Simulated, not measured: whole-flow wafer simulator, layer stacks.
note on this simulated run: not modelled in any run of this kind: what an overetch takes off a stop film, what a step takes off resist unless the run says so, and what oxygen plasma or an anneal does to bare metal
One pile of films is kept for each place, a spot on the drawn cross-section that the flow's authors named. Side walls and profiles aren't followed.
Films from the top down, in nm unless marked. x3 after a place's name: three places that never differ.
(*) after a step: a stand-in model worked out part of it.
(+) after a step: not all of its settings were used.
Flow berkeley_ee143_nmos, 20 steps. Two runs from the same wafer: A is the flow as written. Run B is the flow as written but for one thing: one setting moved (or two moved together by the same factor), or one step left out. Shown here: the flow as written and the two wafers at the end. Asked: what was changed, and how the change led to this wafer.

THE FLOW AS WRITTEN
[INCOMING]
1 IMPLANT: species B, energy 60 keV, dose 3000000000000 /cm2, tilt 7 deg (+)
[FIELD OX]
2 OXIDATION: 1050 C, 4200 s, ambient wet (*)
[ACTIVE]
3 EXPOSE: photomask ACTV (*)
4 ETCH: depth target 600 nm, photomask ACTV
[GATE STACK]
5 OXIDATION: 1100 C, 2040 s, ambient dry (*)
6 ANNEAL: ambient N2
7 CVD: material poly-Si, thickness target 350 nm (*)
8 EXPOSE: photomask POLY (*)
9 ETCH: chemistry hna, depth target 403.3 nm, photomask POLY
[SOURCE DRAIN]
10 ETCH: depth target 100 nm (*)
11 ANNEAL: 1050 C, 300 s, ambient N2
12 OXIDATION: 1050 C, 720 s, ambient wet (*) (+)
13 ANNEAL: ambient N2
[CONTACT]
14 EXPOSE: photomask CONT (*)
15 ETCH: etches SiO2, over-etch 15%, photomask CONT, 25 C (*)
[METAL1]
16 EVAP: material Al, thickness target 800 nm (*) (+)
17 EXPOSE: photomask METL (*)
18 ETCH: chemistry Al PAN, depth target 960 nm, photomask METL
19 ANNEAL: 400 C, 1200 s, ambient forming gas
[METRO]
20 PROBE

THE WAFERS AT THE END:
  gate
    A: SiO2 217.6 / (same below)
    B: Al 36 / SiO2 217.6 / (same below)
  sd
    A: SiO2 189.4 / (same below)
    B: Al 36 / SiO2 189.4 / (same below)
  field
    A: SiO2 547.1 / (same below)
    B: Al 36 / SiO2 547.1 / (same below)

The cause: step 18, ETCH: depth target 764 nm was run, where the flow has depth target 960 nm.

How the change led to this, step by step:
  18 ETCH: chemistry Al PAN, depth target 960 nm, photomask METL
      gate, sd, field: A Al -800 (all of it) | B Al -764
Counting metal films that touch as one body, gate has 1 body; the flow as written gives 0 bodies.
Counting metal films that touch as one body, sd has 1 body; the flow as written gives 0 bodies.
Counting metal films that touch as one body, field has 1 body; the flow as written gives 0 bodies.
